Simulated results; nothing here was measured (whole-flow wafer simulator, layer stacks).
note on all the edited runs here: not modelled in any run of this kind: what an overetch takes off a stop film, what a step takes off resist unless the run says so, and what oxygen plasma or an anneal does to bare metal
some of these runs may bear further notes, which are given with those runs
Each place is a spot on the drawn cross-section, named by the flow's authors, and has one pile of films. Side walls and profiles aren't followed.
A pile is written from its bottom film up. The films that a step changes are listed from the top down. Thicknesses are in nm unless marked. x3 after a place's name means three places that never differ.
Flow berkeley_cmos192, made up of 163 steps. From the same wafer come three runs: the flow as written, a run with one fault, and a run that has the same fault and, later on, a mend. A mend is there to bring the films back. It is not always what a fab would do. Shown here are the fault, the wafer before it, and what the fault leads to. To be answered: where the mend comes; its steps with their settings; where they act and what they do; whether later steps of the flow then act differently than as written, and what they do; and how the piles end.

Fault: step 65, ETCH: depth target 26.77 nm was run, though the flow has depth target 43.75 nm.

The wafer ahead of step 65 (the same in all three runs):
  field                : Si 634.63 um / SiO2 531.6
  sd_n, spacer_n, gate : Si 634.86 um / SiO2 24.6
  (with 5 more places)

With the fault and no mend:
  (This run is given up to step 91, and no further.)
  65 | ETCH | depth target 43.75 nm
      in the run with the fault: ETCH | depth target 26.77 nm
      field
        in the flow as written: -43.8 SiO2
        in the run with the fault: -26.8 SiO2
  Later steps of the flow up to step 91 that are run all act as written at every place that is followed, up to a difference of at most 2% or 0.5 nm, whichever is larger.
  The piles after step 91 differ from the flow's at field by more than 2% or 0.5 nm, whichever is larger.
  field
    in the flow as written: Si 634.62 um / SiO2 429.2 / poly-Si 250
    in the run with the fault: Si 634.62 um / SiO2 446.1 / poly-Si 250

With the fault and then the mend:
  The mend stands after step 65.
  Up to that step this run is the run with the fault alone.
  65a | ETCH | depth target 16.98 nm (a further turn of the flow's step 65, with different settings)
      field
        -17 SiO2
  Later steps of the flow that are run all act as written at every place that is followed, up to a difference of at most 2% or 0.5 nm, whichever is larger.
  The piles end the same as the flow's at every place that both follow.
